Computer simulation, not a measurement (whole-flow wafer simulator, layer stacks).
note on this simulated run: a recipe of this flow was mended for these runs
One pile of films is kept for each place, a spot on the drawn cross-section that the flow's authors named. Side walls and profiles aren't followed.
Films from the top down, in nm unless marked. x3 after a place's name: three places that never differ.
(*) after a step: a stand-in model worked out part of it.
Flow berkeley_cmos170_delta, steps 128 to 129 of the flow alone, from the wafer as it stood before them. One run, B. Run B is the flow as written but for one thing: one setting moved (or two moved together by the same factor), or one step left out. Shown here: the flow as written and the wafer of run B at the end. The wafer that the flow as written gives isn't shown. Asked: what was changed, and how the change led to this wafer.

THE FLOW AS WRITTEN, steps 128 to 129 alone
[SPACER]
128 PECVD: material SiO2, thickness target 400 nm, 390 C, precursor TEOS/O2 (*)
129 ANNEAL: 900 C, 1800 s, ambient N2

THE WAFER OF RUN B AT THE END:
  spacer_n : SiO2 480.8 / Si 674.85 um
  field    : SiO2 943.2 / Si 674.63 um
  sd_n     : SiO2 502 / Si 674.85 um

The cause: step 128, PECVD: thickness target 496 nm was run, where the flow has thickness target 400 nm.

How the change led to this, step by step:
  128 PECVD: material SiO2, thickness target 400 nm, 390 C, precursor TEOS/O2 (*)
      field, sd_n, contact, m1: SiO2 +496 (as written it would be: SiO2 +400)
      spacer_n, sd_p, spacer_p: SiO2 +475.1 (as written it would be: SiO2 +383.7)
      (and at 2 more places)
